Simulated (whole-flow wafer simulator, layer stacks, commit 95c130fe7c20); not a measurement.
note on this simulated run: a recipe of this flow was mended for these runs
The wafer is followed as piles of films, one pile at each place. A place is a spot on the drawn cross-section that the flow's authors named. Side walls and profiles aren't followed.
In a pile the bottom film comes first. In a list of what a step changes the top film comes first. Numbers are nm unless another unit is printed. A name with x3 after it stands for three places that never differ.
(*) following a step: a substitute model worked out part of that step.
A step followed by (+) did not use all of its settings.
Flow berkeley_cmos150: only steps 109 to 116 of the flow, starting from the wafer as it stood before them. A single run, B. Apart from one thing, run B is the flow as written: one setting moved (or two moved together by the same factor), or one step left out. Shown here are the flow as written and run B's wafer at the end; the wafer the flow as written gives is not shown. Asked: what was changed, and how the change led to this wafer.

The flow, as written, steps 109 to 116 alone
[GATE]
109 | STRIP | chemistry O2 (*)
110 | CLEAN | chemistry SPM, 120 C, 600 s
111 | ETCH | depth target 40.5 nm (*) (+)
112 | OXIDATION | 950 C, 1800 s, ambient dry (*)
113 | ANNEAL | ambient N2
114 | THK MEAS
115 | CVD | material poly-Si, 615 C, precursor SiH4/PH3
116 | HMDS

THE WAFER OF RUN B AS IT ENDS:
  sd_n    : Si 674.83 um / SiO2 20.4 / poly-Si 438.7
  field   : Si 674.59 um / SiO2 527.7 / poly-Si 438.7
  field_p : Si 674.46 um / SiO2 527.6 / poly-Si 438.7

What caused this: step 115, CVD: 641 C was run, while the flow as written has 615 C.

How this came from the change, step by step:
  115 | CVD | material poly-Si, 615 C, precursor SiH4/PH3
      field, field_p, sd_n, gate_n, sd_p x2, contact, m1: +438.7 poly-Si (new film) (as written it would have been: +251.5 poly-Si (new film))
